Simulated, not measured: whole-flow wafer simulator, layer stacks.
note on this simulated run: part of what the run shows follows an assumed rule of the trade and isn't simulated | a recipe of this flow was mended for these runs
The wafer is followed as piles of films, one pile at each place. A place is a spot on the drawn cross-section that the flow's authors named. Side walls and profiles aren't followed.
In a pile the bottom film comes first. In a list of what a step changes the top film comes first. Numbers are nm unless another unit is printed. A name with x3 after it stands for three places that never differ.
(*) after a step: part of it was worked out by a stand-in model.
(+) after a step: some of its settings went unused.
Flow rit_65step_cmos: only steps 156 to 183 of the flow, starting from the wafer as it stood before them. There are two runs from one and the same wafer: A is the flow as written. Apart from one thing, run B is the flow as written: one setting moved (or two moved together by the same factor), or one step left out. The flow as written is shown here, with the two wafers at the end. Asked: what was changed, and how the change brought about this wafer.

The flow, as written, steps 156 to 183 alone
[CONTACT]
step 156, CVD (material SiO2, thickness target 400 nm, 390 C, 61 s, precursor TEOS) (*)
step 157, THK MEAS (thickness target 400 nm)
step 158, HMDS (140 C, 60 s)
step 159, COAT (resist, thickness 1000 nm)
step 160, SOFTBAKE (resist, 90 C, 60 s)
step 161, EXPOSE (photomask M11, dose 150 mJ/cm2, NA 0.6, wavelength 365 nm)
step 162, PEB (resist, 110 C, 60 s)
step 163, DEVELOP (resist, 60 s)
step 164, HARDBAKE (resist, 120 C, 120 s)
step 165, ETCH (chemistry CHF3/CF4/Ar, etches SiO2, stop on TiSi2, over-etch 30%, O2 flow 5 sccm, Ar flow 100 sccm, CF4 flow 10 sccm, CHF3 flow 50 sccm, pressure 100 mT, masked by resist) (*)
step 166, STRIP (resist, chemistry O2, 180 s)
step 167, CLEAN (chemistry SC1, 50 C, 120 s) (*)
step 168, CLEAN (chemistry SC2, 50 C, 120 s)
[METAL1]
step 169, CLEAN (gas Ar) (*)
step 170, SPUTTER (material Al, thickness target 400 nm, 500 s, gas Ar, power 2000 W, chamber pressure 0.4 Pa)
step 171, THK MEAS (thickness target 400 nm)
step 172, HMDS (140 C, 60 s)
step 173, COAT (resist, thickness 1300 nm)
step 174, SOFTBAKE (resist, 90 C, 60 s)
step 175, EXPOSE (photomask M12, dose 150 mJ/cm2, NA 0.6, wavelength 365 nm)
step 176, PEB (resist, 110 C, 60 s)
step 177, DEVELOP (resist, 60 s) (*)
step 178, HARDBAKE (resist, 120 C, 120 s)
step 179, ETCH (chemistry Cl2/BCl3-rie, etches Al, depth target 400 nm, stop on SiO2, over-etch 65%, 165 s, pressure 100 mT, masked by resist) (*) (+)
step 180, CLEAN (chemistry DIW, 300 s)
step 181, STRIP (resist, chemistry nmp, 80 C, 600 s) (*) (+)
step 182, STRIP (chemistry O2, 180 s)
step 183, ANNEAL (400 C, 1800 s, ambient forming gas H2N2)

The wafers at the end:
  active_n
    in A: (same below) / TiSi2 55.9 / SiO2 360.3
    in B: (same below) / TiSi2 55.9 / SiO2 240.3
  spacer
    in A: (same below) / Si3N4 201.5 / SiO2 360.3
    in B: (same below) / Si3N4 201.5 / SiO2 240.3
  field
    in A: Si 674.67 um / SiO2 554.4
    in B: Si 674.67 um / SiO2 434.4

The reason: step 156, CVD: thickness target 280 nm was run, while the flow as written has thickness target 400 nm; step 156, CVD: 43 s was run, where the flow has 61 s.

The path from the change to this, step by step:
  step 156, CVD (material SiO2, thickness target 400 nm, 390 C, 61 s, precursor TEOS) (*)
      active_n, active_p, gate_n and 7 more: A SiO2 gains 400 (new film) | B SiO2 gains 280 (new film)
      field, field_pw, field_nw, field_p: A SiO2 gains 400 | B SiO2 gains 280
  step 165, ETCH (chemistry CHF3/CF4/Ar, etches SiO2, stop on TiSi2, over-etch 30%, O2 flow 5 sccm, Ar flow 100 sccm, CF4 flow 10 sccm, CHF3 flow 50 sccm, pressure 100 mT, masked by resist) (*)
      field, field_pw, field_nw and 10 more: A resist loses 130 | B resist loses 91
      contact: A SiO2 loses 400 (all of it), TiSi2 loses 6 | B SiO2 loses 280 (all of it), TiSi2 loses 12
  step 166, STRIP (resist, chemistry O2, 180 s)
      active_n, active_p: A resist loses 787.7 (all of it) | B resist loses 825.9 (all of it)
      field: A resist loses 847 (all of it) | B resist loses 885.2 (all of it)
      (as well as at 10 more places)
  step 170, SPUTTER (material Al, thickness target 400 nm, 500 s, gas Ar, power 2000 W, chamber pressure 0.4 Pa)
      contact: A Al gains 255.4 (new film) | B Al gains 292.5 (new film)
  step 173, COAT (resist, thickness 1300 nm)
      contact: A resist gains 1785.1 (new film) | B resist gains 1652.4 (new film)
  step 176, PEB (resist, 110 C, 60 s)
      contact: A resist loses 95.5 | B resist loses 88
  step 178, HARDBAKE (resist, 120 C, 120 s)
      contact: A resist loses 62.1 | B resist loses 57
  step 181, STRIP (resist, chemistry nmp, 80 C, 600 s) (*) (+)
      contact: A resist loses 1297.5 (all of it) | B resist loses 1177.4 (all of it)
